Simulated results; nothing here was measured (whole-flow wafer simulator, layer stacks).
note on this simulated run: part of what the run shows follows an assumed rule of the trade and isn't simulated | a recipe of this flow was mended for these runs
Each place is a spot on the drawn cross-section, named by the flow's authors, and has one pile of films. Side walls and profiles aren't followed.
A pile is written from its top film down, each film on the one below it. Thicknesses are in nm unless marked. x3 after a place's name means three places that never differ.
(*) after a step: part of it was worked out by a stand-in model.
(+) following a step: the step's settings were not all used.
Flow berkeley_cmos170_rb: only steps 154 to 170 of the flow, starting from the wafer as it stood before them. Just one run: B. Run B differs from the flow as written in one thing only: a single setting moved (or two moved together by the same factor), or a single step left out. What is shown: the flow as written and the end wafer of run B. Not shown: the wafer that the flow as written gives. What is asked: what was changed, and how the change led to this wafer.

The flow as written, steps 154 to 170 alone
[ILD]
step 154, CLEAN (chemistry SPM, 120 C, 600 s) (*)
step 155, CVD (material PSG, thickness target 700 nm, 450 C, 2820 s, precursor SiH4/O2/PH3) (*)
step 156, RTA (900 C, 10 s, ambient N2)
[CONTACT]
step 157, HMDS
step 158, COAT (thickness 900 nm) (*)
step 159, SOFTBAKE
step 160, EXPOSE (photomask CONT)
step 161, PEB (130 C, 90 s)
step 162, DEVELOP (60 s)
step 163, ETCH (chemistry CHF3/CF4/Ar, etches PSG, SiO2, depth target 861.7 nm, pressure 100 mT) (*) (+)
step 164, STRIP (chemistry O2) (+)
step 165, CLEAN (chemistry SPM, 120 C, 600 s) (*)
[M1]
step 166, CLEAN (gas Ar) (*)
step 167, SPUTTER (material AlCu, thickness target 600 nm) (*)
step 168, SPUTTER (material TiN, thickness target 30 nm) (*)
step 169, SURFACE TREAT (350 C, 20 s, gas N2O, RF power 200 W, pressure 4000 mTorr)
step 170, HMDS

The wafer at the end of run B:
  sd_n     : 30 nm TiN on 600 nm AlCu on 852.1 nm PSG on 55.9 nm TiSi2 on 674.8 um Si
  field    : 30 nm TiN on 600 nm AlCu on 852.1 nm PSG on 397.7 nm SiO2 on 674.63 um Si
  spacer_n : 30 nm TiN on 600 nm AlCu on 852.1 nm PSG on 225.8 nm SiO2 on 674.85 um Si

The reason: step 155, CVD: thickness target 857.5 nm was run, though the flow has thickness target 700 nm; step 155, CVD: 3455 s was run, where the flow has 2820 s.

Step by step, how the change led to this:
  step 155, CVD (material PSG, thickness target 700 nm, 450 C, 2820 s, precursor SiH4/O2/PH3) (*)
      field, sd_n, spacer_n, gate, spacer_p, gate_p, contact, m1: PSG gains 857.5 (new film) (as written it would have been: PSG gains 700 (new film))
      sd_p: PSG gains 810.5 (new film) (as written it would have been: PSG gains 664.1 (new film))
  step 163, ETCH (chemistry CHF3/CF4/Ar, etches PSG, SiO2, depth target 861.7 nm, pressure 100 mT) (*) (+)
      contact: PSG loses 857.5 (all of it), TiSi2 loses 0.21 (as written it would have been: PSG loses 700 (all of it), TiSi2 loses 8.08)
  step 167, SPUTTER (material AlCu, thickness target 600 nm) (*)
      contact: AlCu gains 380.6 (new film) (as written it would have been: AlCu gains 415.5 (new film))
  step 168, SPUTTER (material TiN, thickness target 30 nm) (*)
      contact: TiN gains 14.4 (new film) (as written it would have been: TiN gains 16.3 (new film))
